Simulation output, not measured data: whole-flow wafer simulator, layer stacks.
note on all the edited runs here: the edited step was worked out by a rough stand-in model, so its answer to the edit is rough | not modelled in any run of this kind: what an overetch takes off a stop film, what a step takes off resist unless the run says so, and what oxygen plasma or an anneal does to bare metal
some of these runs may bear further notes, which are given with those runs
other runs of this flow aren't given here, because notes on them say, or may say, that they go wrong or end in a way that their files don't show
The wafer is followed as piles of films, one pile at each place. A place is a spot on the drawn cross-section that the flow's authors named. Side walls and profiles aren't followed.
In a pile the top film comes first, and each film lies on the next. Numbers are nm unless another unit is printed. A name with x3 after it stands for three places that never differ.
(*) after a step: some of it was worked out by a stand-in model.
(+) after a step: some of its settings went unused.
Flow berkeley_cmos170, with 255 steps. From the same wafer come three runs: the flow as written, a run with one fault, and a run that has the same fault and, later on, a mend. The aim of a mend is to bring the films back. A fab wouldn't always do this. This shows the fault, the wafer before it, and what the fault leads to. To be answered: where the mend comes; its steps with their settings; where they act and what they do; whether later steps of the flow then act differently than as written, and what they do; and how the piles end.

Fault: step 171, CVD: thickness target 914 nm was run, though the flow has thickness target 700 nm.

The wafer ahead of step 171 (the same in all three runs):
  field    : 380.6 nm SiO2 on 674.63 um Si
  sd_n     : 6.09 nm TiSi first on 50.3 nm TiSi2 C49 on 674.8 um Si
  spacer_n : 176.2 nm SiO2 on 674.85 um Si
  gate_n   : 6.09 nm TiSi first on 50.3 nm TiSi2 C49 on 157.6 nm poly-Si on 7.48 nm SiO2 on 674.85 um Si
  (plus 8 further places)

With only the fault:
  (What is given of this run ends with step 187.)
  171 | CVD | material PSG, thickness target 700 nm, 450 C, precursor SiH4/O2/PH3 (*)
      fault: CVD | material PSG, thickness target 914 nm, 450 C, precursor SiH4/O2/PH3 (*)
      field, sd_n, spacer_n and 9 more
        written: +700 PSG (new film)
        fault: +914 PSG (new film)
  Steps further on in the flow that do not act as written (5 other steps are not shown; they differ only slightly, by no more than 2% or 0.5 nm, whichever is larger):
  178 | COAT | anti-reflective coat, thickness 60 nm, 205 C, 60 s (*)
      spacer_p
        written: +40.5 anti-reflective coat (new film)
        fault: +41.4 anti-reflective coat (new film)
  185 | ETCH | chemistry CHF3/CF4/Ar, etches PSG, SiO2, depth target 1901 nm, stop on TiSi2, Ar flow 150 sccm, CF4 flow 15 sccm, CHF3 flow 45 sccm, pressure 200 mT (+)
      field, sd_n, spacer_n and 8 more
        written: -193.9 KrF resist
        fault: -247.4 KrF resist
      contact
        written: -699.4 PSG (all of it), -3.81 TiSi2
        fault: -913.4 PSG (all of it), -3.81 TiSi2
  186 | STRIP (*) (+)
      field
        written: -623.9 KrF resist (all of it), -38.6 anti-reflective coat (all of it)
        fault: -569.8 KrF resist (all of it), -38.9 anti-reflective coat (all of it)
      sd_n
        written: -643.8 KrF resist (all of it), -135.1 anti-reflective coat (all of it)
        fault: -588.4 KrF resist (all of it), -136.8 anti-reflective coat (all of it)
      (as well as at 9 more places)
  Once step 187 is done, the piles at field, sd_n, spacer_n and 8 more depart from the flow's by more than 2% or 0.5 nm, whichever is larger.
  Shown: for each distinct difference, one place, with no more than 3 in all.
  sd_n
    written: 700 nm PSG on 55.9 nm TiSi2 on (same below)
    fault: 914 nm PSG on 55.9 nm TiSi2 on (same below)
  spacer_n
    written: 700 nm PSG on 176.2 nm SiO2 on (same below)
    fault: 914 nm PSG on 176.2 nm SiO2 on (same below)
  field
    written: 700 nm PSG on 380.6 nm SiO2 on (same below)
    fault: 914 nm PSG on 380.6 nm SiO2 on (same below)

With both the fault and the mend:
  After step 171 comes the mend.
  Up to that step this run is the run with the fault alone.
  171a | ETCH | chemistry boe, depth target 214 nm
      field, sd_n, spacer_n and 9 more
        -214 PSG
  Every later step of the flow that is run acts as written, at every place that is followed, to within 2% or 0.5 nm, whichever is larger.
  The piles end only slightly different from the flow's at the places that both follow, by no more than 2% or 0.5 nm, whichever is larger.
